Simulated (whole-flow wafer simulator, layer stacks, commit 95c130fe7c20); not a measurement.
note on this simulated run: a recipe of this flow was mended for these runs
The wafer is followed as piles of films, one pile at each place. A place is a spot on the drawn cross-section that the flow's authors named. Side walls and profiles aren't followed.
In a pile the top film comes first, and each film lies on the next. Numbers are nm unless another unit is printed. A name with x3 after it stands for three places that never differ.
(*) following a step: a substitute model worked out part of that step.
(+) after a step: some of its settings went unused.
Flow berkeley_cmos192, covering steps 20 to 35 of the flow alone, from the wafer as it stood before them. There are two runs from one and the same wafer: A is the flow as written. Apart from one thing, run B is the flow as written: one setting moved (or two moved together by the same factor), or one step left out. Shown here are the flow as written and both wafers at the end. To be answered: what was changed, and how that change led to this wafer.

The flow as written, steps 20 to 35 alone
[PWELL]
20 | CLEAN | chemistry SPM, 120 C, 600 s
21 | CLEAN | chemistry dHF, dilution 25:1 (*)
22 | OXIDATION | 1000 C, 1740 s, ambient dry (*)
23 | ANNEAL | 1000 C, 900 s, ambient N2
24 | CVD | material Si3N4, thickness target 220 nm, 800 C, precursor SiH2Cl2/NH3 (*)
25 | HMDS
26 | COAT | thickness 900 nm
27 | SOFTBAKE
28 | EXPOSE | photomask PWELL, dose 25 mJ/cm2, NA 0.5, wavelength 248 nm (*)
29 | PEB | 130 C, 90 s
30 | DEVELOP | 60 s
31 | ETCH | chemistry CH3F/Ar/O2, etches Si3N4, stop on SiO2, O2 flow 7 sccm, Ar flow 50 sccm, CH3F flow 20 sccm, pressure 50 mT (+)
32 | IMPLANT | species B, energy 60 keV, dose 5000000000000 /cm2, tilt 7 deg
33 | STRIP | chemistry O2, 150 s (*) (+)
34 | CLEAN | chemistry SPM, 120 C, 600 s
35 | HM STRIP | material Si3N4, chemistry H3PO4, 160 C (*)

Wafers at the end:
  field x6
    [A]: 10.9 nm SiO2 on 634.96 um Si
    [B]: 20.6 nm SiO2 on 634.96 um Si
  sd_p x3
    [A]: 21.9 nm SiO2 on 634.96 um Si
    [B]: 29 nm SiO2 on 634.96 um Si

Cause: step 35, HM STRIP: 149 C was run, while the flow as written has 160 C.

The path from the change to this, step by step:
  35 | HM STRIP | material Si3N4, chemistry H3PO4, 160 C (*)
      field x6: A -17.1 SiO2 | B -7.4 SiO2
      sd_p x3: A -220 Si3N4 (all of it), -9.71 SiO2 | B -220 Si3N4 (all of it), -2.6 SiO2
